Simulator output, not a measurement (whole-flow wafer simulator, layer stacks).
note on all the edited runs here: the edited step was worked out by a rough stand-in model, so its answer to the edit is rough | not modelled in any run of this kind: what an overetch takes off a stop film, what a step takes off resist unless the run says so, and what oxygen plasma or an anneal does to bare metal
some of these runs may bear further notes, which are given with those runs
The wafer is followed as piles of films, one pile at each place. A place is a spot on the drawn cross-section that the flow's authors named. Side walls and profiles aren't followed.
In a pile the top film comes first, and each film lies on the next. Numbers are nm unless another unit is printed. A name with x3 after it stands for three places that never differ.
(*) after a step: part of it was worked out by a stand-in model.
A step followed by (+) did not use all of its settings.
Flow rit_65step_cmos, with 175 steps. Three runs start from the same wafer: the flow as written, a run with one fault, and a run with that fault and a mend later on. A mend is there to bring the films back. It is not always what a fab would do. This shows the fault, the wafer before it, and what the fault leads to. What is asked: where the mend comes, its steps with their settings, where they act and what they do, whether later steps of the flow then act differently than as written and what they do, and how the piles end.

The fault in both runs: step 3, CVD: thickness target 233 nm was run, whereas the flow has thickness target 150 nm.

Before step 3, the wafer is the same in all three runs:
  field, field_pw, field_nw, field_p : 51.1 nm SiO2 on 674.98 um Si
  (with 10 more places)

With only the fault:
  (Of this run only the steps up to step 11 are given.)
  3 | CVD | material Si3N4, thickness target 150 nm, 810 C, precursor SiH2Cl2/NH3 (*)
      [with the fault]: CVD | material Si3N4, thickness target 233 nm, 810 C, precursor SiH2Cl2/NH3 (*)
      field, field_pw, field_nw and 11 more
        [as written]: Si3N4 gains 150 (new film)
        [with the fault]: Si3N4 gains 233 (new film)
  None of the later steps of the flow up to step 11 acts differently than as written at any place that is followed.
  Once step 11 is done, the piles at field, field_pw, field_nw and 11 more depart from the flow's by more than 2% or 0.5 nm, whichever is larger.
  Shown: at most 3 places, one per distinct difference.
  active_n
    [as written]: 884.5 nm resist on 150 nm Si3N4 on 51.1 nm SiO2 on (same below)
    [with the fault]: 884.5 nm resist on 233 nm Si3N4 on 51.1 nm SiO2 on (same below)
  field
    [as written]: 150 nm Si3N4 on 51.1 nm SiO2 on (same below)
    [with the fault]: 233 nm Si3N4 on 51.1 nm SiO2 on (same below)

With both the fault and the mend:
  After step 4 comes the mend.
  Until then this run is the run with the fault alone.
  4a | ETCHBACK | chemistry SF6/CHF3, etches Si3N4, depth target 83 nm, CHF3 flow 30 sccm, pressure 40 mT (*) (+)
      field, field_pw, field_nw and 11 more
        Si3N4 loses 83
  None of the later steps of the flow acts differently than as written at any place that is followed.
  At every place that both follow, the piles at the end match the flow's.
